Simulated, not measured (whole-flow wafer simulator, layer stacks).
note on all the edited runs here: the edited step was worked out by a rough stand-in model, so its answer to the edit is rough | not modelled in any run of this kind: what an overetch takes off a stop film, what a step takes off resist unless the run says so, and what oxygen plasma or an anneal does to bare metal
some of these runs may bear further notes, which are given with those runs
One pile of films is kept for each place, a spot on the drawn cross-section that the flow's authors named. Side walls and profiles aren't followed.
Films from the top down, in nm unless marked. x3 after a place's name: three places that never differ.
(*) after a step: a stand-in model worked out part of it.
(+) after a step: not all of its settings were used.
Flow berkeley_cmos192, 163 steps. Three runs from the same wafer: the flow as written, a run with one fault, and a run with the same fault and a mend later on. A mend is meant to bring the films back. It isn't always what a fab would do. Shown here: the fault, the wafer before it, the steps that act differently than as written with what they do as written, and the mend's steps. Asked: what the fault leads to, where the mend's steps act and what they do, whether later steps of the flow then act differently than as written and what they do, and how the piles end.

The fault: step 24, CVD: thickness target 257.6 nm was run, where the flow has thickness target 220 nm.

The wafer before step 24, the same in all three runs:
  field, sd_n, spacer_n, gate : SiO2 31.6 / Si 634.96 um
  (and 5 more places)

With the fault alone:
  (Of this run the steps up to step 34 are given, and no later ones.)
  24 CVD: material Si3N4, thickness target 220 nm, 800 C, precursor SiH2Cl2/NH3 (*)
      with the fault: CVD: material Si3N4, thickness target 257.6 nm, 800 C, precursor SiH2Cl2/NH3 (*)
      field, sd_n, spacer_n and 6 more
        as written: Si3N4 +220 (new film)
        with the fault: Si3N4 +257.6 (new film)
  Later steps of the flow that act differently than as written:
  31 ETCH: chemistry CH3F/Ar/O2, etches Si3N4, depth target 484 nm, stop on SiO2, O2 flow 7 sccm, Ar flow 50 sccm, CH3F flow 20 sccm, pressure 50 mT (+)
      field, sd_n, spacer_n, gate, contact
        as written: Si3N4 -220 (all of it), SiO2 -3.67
        with the fault: Si3N4 -257.6 (all of it), SiO2 -3.67
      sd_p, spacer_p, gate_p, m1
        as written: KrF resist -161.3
        with the fault: KrF resist -186.4
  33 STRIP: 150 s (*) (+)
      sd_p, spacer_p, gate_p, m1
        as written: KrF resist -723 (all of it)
        with the fault: KrF resist -698 (all of it)
  After step 34 the piles differ from the flow's by more than 2% or 0.5 nm, whichever is larger, at sd_p, spacer_p, gate_p, m1.
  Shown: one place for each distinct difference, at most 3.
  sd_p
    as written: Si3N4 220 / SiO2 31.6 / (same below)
    with the fault: Si3N4 257.6 / SiO2 31.6 / (same below)

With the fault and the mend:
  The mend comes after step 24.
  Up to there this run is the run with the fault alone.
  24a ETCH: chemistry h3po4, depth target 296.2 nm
      field, sd_n, spacer_n and 6 more
        Si3N4 -257.6 (all of it)
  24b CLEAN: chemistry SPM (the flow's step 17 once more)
      changes no film at any place that is followed
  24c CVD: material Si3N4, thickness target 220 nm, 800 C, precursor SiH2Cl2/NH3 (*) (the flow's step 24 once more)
      field, sd_n, spacer_n and 6 more
        Si3N4 +220 (new film)
  No later step of the flow acts differently than as written at any place that is followed.
  At the end the piles are the same as the flow's at every place that both follow.
